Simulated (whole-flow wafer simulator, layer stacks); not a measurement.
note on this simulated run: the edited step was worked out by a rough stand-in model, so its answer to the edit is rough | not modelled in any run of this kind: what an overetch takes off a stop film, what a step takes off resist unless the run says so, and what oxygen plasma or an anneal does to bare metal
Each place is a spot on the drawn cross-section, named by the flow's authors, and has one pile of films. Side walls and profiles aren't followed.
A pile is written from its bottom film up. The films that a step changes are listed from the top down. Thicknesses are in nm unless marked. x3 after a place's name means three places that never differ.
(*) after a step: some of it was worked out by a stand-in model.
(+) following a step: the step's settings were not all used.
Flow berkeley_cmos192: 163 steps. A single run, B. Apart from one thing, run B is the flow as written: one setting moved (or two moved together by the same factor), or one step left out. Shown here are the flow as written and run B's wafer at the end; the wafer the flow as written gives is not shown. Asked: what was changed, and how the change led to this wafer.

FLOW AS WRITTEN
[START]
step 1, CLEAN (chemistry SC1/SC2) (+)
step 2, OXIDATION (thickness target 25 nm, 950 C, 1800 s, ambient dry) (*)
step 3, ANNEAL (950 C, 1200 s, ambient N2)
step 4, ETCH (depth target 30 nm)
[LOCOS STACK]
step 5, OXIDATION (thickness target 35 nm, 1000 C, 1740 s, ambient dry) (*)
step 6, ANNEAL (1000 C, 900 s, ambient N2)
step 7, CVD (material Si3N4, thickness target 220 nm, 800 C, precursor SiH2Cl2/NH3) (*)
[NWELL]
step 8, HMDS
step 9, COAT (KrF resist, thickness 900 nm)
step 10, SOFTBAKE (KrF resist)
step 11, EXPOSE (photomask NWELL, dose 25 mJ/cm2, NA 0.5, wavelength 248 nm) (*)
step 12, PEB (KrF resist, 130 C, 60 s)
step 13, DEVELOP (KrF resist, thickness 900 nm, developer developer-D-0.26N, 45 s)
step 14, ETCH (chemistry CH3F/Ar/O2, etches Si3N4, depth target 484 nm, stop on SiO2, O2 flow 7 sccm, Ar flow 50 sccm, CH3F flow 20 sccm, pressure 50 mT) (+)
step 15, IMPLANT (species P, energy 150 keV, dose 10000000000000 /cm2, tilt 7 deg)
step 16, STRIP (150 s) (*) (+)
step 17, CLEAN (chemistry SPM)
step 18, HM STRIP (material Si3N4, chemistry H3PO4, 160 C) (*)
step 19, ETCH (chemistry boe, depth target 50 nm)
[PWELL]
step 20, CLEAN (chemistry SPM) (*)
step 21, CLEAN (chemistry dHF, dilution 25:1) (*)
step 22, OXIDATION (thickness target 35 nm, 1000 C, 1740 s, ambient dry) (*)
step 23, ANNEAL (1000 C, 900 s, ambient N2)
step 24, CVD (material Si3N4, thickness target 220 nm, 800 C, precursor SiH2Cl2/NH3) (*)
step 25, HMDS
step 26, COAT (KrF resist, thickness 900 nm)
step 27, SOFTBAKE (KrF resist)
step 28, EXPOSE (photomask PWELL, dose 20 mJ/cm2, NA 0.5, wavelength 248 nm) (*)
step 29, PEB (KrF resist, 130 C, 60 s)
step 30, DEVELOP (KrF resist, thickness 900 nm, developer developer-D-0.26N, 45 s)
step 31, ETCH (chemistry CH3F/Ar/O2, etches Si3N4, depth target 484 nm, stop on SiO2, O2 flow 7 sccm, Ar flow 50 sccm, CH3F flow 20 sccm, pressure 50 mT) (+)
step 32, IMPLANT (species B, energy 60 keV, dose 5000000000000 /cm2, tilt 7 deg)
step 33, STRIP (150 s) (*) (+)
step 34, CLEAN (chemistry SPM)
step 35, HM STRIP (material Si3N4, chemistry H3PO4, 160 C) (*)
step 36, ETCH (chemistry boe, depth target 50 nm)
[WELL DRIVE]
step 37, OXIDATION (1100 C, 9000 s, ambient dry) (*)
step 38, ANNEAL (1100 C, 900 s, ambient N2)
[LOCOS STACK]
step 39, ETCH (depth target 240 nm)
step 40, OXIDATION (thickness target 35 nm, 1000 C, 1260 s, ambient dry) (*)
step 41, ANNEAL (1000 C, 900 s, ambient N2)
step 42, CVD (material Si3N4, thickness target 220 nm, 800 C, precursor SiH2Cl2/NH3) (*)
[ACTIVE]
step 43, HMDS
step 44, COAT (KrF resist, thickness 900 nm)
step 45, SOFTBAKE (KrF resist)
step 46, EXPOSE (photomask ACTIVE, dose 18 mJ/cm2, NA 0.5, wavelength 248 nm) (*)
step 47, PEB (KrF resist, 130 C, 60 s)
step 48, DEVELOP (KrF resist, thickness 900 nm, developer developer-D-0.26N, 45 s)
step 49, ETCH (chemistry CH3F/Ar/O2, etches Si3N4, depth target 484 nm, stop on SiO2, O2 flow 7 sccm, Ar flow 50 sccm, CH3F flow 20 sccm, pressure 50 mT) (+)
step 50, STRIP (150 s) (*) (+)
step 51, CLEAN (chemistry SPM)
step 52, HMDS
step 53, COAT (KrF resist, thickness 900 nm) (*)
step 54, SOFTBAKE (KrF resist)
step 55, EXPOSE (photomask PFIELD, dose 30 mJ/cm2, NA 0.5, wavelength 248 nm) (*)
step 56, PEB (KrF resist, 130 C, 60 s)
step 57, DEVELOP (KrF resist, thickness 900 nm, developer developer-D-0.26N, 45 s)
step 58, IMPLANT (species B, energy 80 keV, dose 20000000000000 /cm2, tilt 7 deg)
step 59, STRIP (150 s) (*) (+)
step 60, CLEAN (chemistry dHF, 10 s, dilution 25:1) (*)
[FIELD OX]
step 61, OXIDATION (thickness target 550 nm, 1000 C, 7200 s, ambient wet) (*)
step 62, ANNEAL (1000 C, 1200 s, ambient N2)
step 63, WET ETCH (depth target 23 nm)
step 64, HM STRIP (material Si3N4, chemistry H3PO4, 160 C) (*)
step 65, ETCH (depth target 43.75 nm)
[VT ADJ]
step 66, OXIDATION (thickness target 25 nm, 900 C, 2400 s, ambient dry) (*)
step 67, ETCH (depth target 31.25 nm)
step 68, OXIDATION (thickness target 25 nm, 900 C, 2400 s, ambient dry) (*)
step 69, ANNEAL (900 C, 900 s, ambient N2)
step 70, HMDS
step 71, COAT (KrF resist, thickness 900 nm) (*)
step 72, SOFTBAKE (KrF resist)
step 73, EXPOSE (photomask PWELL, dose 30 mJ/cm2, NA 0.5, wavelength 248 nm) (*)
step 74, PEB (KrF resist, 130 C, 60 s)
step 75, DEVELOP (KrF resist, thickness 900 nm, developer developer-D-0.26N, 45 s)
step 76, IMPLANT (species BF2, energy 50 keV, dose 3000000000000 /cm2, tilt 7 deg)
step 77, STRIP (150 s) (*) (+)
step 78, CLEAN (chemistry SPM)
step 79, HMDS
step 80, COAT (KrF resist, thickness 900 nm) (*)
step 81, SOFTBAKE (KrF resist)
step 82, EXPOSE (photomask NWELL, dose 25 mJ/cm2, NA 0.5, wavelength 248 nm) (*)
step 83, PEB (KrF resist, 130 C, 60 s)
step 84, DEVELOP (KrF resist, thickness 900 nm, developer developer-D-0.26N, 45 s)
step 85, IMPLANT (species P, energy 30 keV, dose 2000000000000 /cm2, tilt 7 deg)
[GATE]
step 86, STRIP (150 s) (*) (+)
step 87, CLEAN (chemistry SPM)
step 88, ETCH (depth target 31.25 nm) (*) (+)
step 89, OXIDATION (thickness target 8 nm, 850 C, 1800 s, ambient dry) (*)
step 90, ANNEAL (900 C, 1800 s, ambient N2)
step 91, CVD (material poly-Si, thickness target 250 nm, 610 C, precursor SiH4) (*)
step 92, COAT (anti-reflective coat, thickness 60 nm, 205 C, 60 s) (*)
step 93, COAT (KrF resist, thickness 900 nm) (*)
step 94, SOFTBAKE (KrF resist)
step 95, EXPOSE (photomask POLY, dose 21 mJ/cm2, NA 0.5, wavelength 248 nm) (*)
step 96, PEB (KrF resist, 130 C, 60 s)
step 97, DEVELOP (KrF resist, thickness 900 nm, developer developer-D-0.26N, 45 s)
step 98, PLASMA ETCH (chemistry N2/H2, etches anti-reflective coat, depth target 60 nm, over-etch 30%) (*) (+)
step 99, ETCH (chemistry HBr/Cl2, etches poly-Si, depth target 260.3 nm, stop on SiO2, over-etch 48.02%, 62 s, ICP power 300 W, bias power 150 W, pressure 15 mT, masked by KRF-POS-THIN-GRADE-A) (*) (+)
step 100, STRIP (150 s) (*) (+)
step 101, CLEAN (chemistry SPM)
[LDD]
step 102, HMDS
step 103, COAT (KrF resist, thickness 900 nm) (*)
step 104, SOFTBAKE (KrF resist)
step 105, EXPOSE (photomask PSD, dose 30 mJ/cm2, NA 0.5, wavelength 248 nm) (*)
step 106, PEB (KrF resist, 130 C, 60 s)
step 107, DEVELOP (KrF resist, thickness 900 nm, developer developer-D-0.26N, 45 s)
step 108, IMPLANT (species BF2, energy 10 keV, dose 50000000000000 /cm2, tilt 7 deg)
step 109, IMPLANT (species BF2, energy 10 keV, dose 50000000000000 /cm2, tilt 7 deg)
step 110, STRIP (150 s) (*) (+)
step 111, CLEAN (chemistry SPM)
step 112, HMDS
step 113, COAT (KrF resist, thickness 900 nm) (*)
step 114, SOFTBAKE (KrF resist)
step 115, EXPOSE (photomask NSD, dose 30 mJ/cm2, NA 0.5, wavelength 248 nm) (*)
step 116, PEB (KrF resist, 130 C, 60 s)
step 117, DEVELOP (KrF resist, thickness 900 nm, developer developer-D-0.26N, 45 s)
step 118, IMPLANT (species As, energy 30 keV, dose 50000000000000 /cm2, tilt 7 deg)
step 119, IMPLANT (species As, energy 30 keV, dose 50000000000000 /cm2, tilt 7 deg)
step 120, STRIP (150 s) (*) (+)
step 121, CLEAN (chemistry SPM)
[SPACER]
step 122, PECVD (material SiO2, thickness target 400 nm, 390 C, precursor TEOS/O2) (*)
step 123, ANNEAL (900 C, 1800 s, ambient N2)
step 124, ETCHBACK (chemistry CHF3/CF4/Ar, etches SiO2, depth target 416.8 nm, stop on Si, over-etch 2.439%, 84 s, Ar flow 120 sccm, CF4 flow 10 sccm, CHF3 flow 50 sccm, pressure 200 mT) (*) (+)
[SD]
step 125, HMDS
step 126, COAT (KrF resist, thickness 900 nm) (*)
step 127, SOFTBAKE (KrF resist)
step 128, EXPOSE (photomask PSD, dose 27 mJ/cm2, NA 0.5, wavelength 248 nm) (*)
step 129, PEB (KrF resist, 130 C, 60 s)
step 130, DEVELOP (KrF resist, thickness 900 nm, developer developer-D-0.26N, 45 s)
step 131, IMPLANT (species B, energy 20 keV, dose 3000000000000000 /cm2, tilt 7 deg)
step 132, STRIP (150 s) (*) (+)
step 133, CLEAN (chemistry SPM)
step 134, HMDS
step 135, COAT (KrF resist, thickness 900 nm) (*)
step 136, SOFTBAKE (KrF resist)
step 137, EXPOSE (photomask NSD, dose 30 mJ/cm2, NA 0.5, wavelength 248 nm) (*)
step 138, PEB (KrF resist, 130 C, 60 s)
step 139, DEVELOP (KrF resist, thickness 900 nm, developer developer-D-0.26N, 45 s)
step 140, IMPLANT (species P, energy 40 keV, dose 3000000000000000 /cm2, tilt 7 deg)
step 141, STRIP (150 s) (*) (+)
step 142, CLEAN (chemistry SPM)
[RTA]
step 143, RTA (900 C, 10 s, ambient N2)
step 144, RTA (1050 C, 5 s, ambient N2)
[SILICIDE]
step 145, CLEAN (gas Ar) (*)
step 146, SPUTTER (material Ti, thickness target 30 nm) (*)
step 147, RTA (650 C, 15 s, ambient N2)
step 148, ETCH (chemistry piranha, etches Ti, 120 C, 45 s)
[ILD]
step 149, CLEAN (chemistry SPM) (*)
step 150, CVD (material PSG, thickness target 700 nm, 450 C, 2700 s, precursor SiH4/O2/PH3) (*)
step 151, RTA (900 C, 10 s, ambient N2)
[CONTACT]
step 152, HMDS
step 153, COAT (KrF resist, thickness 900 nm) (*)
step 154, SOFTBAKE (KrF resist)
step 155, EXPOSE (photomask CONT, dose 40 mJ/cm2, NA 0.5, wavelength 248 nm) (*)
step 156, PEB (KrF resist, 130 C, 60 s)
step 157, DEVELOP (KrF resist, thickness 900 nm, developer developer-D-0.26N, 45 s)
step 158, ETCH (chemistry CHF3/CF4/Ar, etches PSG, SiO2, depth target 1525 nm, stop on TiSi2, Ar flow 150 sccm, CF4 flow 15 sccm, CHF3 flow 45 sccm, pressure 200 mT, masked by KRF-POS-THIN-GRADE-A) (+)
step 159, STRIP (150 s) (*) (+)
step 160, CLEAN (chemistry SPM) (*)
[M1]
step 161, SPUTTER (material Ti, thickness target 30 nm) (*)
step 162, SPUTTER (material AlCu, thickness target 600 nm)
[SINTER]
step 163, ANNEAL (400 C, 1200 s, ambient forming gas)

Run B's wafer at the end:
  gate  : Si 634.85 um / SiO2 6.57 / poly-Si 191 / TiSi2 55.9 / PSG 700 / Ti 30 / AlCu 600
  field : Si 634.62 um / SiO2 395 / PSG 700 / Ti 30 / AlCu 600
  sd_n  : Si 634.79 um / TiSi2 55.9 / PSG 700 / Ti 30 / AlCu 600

The reason: step 89, OXIDATION: 1440 s was run, whereas the flow has 1800 s.

Step by step, how the change led to this:
  step 89, OXIDATION (thickness target 8 nm, 850 C, 1800 s, ambient dry) (*)
      sd_n, spacer_n, gate, sd_p, spacer_p, gate_p, contact, m1: +6.57 SiO2 (new film), -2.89 Si (in the flow as written it would be: +7.48 SiO2 (new film), -3.29 Si)
